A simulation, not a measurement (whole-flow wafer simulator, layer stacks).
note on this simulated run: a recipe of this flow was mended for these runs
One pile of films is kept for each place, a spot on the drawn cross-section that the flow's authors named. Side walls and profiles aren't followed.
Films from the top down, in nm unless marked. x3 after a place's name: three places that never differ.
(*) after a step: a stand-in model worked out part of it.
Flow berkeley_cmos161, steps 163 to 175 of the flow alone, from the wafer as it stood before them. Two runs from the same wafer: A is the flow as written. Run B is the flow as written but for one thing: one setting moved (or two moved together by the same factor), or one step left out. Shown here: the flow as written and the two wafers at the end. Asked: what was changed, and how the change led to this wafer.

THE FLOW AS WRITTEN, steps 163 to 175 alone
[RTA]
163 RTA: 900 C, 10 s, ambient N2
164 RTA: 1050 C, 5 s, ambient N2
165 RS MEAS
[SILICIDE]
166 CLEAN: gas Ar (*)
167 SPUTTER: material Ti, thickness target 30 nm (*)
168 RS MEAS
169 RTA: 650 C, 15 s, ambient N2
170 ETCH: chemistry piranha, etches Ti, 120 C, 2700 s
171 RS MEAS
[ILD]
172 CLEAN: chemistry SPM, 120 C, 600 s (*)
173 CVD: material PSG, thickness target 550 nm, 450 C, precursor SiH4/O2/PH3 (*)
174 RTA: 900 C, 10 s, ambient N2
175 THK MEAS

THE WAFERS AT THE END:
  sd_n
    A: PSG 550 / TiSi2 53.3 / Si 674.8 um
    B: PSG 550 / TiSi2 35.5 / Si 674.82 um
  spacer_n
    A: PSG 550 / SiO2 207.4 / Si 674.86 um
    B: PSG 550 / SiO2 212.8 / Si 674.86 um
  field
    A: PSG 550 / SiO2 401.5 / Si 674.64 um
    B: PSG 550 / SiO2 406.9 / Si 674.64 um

The cause: step 166, CLEAN: gas Ar (*), was left out.

How the change led to this, step by step:
  169 RTA: 650 C, 15 s, ambient N2
      sd_n, contact x2: A Ti -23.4, TiSi first +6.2 (new film), TiSi2 C49 +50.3 (new film), Si -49 | B Ti -17.1, TiSi first +17.2 (new film), TiSi2 C49 +14.9 (new film), chemical SiO2 -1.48 (all of it), Si -24.8
      gate_n: A Ti -23.4, TiSi first +6.2 (new film), TiSi2 C49 +50.3 (new film), poly-Si -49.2 | B Ti -17.1, TiSi first +17.2 (new film), TiSi2 C49 +14.9 (new film), chemical SiO2 -1.48 (all of it), poly-Si -24.9
      (and at 2 more places)
  170 ETCH: chemistry piranha, etches Ti, 120 C, 2700 s
      sd_n, gate_n, sd_p, gate_p, contact x2: A Ti -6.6 (all of it), TiSi first -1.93 | B Ti -12.9 (all of it), TiSi first -1.93
  174 RTA: 900 C, 10 s, ambient N2
      sd_n, contact x2: A under 1 film: TiSi2 +53.3 (new film), TiSi first -4.27 (all of it), TiSi2 C49 -50.3 (all of it), Si -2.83 | B under 1 film: TiSi2 +35.5 (new film), TiSi first -15.3 (all of it), TiSi2 C49 -14.9 (all of it), Si -10.2
      gate_n: A under 1 film: TiSi2 +53.3 (new film), TiSi first -4.27 (all of it), TiSi2 C49 -50.3 (all of it), poly-Si -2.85 | B under 1 film: TiSi2 +35.5 (new film), TiSi first -15.3 (all of it), TiSi2 C49 -14.9 (all of it), poly-Si -10.2
      (and at 2 more places)
